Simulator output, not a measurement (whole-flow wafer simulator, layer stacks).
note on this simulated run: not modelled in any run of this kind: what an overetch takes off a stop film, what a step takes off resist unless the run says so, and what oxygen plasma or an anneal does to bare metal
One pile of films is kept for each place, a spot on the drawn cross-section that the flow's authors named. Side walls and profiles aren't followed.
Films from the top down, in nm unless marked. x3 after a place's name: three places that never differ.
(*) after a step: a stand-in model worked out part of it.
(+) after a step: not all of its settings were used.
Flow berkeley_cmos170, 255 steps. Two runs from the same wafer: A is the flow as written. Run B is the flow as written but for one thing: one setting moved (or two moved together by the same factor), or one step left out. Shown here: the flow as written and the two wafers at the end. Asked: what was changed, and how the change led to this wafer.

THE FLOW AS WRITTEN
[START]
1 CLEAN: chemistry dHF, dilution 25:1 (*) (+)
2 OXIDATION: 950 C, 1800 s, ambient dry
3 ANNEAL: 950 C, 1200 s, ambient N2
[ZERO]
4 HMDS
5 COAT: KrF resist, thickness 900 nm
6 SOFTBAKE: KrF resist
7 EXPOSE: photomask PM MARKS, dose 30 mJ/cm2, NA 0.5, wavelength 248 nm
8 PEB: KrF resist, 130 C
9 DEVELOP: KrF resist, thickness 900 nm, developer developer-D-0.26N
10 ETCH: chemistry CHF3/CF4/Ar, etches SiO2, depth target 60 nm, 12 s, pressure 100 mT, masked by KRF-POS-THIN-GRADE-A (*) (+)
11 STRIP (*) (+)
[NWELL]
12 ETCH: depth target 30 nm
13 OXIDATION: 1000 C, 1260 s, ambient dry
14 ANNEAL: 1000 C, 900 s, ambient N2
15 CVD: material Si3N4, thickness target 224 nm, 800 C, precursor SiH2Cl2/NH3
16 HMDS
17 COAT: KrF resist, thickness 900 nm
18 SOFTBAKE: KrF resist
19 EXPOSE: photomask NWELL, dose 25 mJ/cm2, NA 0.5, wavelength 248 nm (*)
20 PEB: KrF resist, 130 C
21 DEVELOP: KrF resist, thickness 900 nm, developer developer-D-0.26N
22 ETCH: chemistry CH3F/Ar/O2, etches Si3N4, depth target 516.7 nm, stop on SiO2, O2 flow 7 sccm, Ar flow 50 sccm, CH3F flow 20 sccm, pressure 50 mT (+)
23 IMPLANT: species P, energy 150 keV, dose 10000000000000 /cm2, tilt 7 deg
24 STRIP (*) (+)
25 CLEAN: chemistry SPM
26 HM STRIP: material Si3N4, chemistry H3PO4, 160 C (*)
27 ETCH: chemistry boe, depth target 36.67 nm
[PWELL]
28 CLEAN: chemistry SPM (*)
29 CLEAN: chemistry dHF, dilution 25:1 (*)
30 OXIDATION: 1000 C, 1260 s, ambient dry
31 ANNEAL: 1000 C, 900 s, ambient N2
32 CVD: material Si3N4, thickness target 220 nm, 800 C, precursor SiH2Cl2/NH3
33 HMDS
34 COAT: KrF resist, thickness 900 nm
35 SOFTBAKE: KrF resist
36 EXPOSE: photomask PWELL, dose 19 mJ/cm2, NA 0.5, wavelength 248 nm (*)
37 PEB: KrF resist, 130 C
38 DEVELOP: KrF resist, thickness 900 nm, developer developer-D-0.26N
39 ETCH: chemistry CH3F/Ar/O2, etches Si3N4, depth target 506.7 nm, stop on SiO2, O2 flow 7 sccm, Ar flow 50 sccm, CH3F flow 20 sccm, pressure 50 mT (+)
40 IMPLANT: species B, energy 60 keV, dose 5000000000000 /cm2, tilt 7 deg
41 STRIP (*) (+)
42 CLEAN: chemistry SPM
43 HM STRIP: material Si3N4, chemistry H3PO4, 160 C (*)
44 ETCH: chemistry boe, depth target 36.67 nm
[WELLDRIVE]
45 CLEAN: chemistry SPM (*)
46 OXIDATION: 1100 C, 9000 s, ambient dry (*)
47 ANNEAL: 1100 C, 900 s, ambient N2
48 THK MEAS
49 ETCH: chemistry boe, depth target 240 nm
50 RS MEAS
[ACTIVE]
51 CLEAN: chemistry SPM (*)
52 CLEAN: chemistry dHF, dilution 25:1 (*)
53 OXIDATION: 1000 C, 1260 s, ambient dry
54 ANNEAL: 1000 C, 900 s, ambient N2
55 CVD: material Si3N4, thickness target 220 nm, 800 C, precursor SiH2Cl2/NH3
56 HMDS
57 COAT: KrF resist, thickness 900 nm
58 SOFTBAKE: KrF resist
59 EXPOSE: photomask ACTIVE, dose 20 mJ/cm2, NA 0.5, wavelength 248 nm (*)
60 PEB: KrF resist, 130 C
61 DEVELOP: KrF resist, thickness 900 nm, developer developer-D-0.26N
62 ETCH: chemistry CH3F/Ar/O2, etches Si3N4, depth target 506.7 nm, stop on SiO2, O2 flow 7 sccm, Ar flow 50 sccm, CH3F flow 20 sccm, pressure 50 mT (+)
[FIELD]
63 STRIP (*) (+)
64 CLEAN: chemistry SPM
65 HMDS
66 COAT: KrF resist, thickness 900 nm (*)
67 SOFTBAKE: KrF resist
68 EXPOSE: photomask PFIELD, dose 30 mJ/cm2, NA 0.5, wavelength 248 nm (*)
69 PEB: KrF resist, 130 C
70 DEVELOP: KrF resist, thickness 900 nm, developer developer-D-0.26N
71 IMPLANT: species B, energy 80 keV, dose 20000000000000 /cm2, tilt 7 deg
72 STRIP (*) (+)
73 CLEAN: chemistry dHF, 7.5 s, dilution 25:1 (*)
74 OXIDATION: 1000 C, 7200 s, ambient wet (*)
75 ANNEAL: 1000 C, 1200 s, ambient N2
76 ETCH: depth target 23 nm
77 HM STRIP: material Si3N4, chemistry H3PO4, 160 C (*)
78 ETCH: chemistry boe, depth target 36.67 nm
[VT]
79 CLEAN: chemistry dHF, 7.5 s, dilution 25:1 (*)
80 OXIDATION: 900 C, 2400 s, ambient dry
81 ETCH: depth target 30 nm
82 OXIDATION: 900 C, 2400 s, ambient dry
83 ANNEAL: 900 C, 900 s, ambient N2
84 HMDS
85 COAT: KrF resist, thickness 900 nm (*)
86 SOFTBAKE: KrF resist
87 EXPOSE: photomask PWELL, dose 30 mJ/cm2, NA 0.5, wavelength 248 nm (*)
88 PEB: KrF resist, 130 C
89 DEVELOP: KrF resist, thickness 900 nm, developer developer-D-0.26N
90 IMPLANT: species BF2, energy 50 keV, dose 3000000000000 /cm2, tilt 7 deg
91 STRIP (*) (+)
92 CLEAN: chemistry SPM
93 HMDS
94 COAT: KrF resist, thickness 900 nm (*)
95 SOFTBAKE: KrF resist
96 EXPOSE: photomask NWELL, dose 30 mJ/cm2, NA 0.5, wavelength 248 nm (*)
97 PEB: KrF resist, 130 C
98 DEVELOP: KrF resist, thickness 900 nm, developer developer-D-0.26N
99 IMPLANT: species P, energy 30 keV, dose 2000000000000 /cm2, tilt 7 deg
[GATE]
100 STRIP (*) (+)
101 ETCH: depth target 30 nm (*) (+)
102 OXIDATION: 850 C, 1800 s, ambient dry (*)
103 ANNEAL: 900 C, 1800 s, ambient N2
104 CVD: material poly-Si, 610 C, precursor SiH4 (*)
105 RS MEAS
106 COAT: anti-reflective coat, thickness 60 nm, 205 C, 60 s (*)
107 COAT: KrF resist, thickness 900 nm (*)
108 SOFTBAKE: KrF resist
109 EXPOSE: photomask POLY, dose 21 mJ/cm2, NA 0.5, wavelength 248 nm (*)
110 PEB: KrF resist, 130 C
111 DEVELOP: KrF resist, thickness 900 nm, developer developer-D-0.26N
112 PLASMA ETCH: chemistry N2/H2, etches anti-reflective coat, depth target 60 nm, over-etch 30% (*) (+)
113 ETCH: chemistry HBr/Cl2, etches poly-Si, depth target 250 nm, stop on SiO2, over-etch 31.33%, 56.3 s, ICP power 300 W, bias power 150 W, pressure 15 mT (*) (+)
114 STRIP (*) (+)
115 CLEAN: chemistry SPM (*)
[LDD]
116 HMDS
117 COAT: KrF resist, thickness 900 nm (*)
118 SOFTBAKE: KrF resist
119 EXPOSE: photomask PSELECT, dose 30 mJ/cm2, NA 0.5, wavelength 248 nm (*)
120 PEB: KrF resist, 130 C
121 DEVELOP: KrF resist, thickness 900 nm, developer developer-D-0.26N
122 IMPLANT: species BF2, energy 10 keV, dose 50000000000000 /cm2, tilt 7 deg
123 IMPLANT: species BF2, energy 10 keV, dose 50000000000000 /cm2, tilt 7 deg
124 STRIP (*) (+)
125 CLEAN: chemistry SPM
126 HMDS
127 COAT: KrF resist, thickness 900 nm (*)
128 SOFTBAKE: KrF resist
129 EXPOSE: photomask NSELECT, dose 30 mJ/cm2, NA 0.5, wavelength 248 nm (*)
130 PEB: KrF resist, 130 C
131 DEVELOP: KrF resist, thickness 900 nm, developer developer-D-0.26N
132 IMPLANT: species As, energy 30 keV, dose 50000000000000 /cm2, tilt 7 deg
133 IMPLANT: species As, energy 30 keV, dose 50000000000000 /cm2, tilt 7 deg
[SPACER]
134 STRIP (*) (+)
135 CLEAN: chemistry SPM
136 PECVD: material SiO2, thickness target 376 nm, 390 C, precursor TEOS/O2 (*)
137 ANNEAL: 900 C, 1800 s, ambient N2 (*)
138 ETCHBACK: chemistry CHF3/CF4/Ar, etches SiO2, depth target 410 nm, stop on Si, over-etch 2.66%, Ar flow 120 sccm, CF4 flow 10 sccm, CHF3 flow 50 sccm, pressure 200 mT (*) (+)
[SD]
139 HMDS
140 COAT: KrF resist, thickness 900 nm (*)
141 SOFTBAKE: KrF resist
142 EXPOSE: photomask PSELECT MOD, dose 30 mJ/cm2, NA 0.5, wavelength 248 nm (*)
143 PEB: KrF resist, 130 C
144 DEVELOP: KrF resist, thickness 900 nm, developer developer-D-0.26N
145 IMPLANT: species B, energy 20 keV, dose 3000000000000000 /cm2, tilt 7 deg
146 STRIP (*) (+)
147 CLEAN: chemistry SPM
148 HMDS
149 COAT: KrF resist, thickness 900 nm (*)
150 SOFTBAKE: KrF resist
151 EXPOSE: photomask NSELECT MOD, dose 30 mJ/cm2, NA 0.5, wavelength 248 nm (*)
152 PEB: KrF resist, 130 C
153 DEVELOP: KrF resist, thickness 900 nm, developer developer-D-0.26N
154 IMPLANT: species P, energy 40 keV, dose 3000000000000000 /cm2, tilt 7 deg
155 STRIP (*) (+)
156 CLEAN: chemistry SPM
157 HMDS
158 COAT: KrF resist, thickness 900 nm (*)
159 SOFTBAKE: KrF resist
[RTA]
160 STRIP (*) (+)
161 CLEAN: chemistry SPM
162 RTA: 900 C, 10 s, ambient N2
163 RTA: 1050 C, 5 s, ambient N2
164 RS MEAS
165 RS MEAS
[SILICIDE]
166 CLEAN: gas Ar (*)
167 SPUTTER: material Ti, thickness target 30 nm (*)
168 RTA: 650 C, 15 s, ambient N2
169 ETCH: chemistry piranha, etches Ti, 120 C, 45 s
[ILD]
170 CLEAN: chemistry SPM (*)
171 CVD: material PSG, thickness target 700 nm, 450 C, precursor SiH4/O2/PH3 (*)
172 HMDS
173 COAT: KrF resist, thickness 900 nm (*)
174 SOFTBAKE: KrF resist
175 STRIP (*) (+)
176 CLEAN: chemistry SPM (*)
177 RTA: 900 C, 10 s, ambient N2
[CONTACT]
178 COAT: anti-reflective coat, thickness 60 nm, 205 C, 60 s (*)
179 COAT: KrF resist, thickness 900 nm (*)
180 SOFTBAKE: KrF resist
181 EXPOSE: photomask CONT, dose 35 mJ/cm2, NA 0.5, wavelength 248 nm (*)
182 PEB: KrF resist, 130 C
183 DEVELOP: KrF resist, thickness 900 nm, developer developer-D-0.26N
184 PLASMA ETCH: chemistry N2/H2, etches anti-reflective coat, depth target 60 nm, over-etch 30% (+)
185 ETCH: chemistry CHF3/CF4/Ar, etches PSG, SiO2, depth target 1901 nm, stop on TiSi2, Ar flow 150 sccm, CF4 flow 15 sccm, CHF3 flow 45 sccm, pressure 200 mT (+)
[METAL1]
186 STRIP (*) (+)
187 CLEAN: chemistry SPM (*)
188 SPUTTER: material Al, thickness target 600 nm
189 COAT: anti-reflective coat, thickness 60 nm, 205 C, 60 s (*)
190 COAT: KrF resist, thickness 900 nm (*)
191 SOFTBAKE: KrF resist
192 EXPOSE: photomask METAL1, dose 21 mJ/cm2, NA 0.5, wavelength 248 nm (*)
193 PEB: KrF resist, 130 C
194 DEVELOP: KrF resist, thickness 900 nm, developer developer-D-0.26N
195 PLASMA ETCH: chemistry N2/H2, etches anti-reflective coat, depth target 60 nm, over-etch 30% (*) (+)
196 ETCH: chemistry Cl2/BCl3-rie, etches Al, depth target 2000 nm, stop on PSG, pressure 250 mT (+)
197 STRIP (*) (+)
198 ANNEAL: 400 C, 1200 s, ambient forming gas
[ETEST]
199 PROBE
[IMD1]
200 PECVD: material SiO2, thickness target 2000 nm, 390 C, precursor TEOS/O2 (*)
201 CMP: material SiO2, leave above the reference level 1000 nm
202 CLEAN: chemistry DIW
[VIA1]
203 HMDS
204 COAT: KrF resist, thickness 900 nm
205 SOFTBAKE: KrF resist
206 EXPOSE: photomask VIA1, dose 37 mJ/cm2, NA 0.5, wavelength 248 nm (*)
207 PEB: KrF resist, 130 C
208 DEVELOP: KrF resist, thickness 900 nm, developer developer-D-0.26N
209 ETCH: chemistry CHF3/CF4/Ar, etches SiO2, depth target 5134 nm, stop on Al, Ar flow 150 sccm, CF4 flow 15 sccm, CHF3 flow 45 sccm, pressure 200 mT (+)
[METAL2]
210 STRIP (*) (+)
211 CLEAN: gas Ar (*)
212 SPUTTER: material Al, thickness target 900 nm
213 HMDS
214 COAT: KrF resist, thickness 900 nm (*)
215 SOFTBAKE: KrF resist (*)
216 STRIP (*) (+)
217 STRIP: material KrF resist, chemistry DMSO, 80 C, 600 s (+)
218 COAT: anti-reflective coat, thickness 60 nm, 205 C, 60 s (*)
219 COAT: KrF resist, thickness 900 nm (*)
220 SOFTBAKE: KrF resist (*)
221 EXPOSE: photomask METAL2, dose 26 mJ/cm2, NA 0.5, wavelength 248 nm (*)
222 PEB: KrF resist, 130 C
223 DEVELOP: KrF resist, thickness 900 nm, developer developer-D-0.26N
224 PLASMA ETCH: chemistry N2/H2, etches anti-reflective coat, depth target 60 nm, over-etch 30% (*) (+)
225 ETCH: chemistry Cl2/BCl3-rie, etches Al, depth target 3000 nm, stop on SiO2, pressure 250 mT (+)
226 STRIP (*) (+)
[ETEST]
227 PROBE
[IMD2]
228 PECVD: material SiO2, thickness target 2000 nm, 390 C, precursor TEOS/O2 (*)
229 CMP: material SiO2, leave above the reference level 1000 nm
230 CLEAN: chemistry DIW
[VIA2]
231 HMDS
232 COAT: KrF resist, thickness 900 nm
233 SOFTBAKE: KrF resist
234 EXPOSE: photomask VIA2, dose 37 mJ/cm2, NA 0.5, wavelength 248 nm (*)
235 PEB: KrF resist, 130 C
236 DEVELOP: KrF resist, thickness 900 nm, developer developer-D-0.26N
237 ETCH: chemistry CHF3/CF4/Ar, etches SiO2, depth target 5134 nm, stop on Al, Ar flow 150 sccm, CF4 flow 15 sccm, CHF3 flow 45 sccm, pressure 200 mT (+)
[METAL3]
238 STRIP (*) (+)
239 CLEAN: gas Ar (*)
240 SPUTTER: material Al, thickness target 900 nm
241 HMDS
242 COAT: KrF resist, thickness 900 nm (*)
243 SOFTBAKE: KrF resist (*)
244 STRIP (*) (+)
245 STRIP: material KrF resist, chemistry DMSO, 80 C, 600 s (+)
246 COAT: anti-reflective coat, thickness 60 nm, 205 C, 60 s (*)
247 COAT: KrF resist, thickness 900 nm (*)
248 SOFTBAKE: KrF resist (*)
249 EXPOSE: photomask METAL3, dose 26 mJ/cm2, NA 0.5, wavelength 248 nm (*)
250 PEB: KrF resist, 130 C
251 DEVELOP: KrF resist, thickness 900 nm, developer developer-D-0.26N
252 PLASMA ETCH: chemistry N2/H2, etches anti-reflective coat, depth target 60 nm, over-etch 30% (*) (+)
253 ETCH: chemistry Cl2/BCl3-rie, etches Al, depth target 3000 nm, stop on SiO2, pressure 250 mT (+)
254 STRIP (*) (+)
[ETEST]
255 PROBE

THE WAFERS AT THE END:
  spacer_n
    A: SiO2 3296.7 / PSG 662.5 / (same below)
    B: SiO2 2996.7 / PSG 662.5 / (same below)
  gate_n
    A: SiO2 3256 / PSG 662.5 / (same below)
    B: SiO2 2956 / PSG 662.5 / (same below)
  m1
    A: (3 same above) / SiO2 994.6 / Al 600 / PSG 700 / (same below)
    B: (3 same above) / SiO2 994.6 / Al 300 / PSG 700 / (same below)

The cause: step 188, SPUTTER: thickness target 300 nm was run, where the flow has thickness target 600 nm; step 196, ETCH: depth target 1000 nm was run, where the flow has depth target 2000 nm.
It can be read off the wafer: m1 has Al 300, and step 188 as written asks for 600 nm.

How the change led to this, step by step:
  188 SPUTTER: material Al, thickness target 600 nm
      field, sd_n, spacer_n and 7 more: A Al +600 (new film) | B Al +300 (new film)
      sd_p: A Al +573.8 (new film) | B Al +279.7 (new film)
      (and at 1 more place)
  189 COAT: anti-reflective coat, thickness 60 nm, 205 C, 60 s (*)
      sd_n: A anti-reflective coat +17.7 (new film) | B anti-reflective coat +9.47 (new film)
      contact: A anti-reflective coat +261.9 (new film) | B anti-reflective coat +229.1 (new film)
      (and at 1 more place)
  190 COAT: KrF resist, thickness 900 nm (*)
      contact: A KrF resist +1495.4 (new film) | B KrF resist +1430.2 (new film)
  195 PLASMA ETCH: chemistry N2/H2, etches anti-reflective coat, depth target 60 nm, over-etch 30% (*) (+)
      sd_n: A anti-reflective coat -17.7 (all of it) | B anti-reflective coat -9.47 (all of it)
  196 ETCH: chemistry Cl2/BCl3-rie, etches Al, depth target 2000 nm, stop on PSG, pressure 250 mT (+)
      field, sd_n, spacer_n, gate_n, spacer_p, gate_p: A Al -600 (all of it), PSG -37.5 | B Al -300 (all of it), PSG -37.5
      contact, m1, via1, m2, via2: A KrF resist -450 | B KrF resist -300
      (and at 1 more place)
  197 STRIP (*) (+)
      contact: A KrF resist -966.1 (all of it), anti-reflective coat -261.9 (all of it) | B KrF resist -1051.6 (all of it), anti-reflective coat -229.1 (all of it)
      m1: A KrF resist -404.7 (all of it), anti-reflective coat -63 (all of it) | B KrF resist -554.1 (all of it), anti-reflective coat -62.7 (all of it)
      (and at 3 more places)
  201 CMP: material SiO2, leave above the reference level 1000 nm
      spacer_n, spacer_p: A SiO2 -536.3 | B SiO2 -836.3
      gate_n, gate_p: A SiO2 -577.1 | B SiO2 -877.1
      (and at 4 more places)
